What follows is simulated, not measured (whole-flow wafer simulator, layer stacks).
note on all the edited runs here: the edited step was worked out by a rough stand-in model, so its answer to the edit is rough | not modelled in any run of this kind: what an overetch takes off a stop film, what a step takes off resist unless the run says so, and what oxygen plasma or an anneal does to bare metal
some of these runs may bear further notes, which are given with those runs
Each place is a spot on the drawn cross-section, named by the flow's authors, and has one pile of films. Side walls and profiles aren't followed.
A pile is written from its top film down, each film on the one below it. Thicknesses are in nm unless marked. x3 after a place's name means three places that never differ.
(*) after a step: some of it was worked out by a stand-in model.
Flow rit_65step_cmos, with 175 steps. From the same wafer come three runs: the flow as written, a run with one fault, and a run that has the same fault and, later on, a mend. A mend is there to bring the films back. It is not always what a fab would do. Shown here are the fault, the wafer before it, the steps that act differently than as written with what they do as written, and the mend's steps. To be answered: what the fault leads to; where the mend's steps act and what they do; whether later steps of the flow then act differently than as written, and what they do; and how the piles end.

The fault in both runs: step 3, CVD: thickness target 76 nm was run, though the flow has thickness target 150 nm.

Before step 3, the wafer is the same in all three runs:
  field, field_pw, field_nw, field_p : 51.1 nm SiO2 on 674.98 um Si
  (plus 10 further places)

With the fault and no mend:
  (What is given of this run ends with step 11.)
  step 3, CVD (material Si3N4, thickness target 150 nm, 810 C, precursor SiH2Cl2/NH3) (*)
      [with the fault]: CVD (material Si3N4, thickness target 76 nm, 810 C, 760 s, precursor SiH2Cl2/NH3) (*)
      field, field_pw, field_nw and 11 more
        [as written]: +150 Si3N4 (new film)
        [with the fault]: +76 Si3N4 (new film)
  Every later step of the flow up to step 11 that is run acts as written at every place that is followed.
  Once step 11 is done, the piles at field, field_pw, field_nw and 11 more depart from the flow's by more than 2% or 0.5 nm, whichever is larger.
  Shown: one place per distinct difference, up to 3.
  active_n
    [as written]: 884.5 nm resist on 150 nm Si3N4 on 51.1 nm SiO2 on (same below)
    [with the fault]: 884.5 nm resist on 76 nm Si3N4 on 51.1 nm SiO2 on (same below)
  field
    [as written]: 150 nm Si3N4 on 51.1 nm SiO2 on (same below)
    [with the fault]: 76 nm Si3N4 on 51.1 nm SiO2 on (same below)

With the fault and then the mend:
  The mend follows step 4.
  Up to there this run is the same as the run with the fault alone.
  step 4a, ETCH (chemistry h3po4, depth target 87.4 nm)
      field, field_pw, field_nw and 11 more
        -76 Si3N4 (all of it)
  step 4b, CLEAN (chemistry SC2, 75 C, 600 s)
      does not change any film at any place that is followed
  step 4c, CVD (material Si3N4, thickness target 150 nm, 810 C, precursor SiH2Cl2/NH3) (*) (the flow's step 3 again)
      field, field_pw, field_nw and 11 more
        +150 Si3N4 (new film)
  Every later step of the flow that is run acts as written at every place that is followed.
  The piles end the same as the flow's at every place that both follow.
